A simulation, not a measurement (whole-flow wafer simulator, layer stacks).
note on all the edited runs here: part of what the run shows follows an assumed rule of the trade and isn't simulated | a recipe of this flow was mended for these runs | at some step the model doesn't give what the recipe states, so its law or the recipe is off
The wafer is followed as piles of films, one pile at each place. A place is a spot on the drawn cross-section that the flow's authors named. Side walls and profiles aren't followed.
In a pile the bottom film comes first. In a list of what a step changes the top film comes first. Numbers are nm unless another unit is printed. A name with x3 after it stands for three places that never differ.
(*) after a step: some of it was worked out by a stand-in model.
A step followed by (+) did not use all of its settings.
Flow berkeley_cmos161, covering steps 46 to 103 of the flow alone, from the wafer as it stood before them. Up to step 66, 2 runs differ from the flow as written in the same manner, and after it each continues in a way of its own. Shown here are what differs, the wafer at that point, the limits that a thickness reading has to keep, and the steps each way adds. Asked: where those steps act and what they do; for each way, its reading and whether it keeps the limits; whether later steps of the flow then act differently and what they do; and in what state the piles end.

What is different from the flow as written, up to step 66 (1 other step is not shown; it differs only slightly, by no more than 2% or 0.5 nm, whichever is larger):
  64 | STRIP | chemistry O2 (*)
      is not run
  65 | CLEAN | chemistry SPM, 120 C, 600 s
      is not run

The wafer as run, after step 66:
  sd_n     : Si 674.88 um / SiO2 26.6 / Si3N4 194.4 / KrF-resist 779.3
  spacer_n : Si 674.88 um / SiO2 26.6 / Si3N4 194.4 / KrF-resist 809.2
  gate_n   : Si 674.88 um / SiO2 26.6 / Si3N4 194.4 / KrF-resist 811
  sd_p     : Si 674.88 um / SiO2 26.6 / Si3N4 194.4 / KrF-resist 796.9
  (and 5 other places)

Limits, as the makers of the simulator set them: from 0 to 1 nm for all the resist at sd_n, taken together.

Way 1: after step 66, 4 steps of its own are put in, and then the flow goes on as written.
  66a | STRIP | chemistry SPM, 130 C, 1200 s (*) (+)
      sd_n
        -779.3 KrF-resist (all of it)
      spacer_n
        -809.2 KrF-resist (all of it)
      gate_n
        -811 KrF-resist (all of it)
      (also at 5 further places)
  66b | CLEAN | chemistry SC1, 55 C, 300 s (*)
      sd_n, spacer_n, gate_n, sd_p, spacer_p, gate_p, contact, m1
        -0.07 Si3N4
      field
        -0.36 SiO2
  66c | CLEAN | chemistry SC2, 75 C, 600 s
      does not change any film at any place that is followed
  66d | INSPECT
      does not change any film at any place that is followed
  Reading after step 66d: 0 nm, inside the limits.
  None of the later steps of the flow differs from how it acts as written, at any place that is followed, by more than 2% or 0.5 nm, whichever is larger.
  When the end is reached, the piles differ only a little from the flow's at the places that both follow, at most by 2% or 0.5 nm, whichever is larger.

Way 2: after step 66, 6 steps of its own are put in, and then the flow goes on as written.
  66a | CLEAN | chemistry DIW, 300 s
      does not change any film at any place that is followed
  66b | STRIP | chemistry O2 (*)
      sd_n
        -779.3 KrF-resist (all of it)
      spacer_n
        -809.2 KrF-resist (all of it)
      gate_n
        -811 KrF-resist (all of it)
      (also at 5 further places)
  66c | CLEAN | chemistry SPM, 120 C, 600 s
      does not change any film at any place that is followed
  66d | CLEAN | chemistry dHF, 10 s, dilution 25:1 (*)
      sd_n, spacer_n, gate_n, sd_p, spacer_p, gate_p, contact, m1
        -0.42 Si3N4
      field
        -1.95 SiO2
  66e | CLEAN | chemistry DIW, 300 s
      does not change any film at any place that is followed
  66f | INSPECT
      does not change any film at any place that is followed
  Reading after step 66f: 0 nm, inside the limits.
  None of the later steps of the flow differs from how it acts as written, at any place that is followed, by more than 2% or 0.5 nm, whichever is larger.
  When the end is reached, the piles differ only a little from the flow's at the places that both follow, at most by 2% or 0.5 nm, whichever is larger.

Ways within the limits: way 1, way 2.
